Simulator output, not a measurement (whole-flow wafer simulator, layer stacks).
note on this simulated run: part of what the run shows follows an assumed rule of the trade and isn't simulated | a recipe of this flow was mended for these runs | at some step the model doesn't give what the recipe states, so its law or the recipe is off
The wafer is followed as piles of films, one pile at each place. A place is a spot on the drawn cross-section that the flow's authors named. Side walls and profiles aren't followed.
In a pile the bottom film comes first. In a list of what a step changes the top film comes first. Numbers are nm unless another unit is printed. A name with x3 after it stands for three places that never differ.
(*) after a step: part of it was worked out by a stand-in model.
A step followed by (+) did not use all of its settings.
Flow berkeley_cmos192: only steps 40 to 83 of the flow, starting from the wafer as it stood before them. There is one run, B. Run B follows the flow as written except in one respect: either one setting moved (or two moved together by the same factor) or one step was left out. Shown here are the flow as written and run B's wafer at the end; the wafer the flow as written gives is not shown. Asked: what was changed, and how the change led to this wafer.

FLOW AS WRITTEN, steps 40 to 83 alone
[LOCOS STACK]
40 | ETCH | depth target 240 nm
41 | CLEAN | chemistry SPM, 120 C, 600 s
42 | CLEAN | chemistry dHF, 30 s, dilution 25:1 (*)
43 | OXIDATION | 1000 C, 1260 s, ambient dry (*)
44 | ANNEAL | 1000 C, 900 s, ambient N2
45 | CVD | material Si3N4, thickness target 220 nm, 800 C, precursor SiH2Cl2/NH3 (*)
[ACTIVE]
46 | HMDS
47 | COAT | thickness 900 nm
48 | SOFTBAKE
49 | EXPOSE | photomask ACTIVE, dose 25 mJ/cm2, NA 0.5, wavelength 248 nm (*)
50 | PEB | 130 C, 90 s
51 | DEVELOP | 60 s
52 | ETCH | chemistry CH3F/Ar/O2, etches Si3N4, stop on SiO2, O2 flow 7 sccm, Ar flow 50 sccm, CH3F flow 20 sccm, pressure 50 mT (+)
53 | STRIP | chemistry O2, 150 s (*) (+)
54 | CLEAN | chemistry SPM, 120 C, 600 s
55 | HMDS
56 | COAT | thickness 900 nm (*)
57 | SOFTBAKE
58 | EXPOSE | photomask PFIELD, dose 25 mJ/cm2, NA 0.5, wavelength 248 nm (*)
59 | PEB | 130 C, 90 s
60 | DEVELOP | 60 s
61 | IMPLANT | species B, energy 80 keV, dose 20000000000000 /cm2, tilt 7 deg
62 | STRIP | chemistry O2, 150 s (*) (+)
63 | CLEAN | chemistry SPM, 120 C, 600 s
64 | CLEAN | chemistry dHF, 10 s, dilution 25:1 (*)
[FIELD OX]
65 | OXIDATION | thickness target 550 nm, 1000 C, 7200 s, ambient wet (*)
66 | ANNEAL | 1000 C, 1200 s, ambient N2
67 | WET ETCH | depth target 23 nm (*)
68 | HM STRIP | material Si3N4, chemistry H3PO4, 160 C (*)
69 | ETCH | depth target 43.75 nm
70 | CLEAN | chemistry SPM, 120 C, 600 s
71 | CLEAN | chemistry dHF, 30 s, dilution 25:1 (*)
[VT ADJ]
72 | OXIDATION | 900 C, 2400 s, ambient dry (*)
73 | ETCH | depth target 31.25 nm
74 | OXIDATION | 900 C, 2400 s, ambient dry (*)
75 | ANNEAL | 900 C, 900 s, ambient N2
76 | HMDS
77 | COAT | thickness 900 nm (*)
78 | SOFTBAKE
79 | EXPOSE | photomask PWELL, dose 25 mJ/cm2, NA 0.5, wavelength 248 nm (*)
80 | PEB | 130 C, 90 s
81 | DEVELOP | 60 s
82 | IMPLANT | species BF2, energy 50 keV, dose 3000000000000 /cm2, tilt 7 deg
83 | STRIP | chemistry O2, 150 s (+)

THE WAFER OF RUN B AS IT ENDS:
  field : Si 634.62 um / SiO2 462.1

What caused this: step 69, ETCH: depth target 28 nm was run, while the flow as written has depth target 43.75 nm.

How this came from the change, step by step:
  69 | ETCH | depth target 43.75 nm
      field: SiO2 loses 28 (as written it would have been: SiO2 loses 43.8)
